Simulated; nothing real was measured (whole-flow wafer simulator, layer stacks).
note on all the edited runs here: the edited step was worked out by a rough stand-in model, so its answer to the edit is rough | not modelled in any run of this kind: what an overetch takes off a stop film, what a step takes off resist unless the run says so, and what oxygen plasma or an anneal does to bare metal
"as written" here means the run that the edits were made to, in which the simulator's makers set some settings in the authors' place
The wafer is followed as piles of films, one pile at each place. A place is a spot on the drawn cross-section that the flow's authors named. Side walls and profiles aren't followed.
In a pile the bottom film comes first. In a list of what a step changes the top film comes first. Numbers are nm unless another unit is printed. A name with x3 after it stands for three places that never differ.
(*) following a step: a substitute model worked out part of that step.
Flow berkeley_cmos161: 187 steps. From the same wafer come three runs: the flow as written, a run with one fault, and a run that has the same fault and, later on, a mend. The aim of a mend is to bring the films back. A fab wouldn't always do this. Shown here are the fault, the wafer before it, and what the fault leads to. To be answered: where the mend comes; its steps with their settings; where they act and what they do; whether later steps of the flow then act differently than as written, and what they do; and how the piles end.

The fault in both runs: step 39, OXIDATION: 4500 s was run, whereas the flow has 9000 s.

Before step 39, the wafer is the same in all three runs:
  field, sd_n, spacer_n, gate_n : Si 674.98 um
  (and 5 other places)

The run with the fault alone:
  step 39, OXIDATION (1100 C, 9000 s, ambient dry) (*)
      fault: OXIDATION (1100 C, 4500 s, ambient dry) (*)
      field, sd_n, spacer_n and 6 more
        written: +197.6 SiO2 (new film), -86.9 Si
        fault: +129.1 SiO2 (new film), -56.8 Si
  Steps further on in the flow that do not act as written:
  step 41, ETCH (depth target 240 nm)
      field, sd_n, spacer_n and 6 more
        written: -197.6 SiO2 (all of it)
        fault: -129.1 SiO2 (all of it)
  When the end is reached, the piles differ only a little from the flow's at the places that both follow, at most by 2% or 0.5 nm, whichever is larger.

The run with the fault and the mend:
  After step 39 comes the mend.
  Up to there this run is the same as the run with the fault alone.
  step 39a, OXIDATION (1100 C, 4500 s, ambient dry) (*) (the flow's step 39, run once more with other settings)
      field, sd_n, spacer_n and 6 more
        +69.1 SiO2, -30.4 Si
  Later steps of the flow that are run all act as written at every place that is followed, up to a difference of at most 2% or 0.5 nm, whichever is larger.
  When the end is reached, the piles differ only a little from the flow's at the places that both follow, at most by 2% or 0.5 nm, whichever is larger.
